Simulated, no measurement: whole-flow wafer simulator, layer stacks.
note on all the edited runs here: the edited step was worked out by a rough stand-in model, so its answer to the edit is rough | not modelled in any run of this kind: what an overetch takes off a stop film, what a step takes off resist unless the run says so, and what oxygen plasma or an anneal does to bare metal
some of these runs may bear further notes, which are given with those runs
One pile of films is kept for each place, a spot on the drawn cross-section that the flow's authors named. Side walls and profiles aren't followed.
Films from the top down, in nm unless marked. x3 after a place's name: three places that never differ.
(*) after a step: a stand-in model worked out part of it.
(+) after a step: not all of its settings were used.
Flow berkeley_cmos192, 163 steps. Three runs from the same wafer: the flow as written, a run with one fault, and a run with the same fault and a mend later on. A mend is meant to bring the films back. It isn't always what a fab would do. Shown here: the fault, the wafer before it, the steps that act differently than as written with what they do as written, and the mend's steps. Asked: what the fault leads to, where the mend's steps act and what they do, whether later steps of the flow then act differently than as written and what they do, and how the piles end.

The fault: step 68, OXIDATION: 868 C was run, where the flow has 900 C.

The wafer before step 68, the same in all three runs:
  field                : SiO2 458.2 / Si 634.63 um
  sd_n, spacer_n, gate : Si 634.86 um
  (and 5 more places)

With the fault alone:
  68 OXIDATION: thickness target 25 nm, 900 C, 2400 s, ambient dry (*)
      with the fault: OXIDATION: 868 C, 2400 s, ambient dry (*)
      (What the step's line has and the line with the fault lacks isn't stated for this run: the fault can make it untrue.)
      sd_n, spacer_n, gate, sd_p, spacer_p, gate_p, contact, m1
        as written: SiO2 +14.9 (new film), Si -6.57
        with the fault: SiO2 +10.8 (new film), Si -4.75
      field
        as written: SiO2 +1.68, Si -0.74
        with the fault: SiO2 +0.93, Si -0.41
  Later steps of the flow that act differently than as written (39 more steps differ only slightly, by at most 2% or 0.5 nm, whichever is larger, and aren't shown):
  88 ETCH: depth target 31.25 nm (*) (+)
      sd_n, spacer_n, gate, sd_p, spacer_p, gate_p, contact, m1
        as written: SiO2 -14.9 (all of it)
        with the fault: SiO2 -10.8 (all of it)
  At the end the piles differ from the flow's only slightly at the places that both follow, by at most 2% or 0.5 nm, whichever is larger.

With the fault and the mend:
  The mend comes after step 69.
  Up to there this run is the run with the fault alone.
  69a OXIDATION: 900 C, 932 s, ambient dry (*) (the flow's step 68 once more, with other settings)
      sd_n, spacer_n, gate, sd_p, spacer_p, gate_p, contact, m1
        SiO2 +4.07, Si -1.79
      field
        SiO2 +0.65, Si -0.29
  No later step of the flow acts differently than as written, at any place that is followed, by more than 2% or 0.5 nm, whichever is larger.
  At the end the piles differ from the flow's only slightly at the places that both follow, by at most 2% or 0.5 nm, whichever is larger.
